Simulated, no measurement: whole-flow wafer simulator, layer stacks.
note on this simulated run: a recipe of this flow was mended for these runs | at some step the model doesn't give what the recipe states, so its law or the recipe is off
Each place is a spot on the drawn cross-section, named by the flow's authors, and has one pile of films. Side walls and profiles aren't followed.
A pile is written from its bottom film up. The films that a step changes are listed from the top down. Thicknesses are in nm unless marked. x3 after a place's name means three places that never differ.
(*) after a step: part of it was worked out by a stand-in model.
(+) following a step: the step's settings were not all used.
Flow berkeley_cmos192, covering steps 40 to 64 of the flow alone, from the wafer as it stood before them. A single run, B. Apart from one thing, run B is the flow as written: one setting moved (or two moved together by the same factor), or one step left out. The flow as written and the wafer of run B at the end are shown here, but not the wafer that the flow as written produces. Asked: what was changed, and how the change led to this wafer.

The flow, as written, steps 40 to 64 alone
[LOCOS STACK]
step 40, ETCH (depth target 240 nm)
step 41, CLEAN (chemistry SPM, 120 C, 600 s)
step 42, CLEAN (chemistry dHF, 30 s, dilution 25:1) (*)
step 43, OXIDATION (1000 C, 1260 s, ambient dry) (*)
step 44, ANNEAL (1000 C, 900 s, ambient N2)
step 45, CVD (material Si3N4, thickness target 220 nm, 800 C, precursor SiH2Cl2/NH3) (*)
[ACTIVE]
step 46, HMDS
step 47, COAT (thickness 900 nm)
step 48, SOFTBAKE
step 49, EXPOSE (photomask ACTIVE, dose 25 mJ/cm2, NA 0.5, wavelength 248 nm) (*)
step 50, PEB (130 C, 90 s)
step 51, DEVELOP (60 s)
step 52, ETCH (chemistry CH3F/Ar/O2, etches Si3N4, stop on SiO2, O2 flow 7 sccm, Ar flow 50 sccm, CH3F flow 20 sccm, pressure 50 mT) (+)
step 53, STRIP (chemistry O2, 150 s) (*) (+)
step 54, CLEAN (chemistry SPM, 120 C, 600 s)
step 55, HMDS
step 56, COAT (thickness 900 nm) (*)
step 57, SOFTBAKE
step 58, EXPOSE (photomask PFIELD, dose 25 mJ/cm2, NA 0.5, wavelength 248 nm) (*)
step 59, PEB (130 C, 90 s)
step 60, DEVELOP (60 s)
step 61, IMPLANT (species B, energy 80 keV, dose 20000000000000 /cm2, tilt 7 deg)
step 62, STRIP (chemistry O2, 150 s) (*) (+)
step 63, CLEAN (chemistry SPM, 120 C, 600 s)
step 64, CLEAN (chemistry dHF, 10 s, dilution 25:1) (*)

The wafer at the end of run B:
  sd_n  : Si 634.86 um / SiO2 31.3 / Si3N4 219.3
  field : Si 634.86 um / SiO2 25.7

The reason: step 43, OXIDATION: 1019 C was run, though the flow has 1000 C.

Step by step, how the change led to this:
  step 43, OXIDATION (1000 C, 1260 s, ambient dry) (*)
      field, sd_n, spacer_n and 6 more: +31.3 SiO2 (new film), -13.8 Si (in the flow as written it would be: +26.6 SiO2 (new film), -11.7 Si)
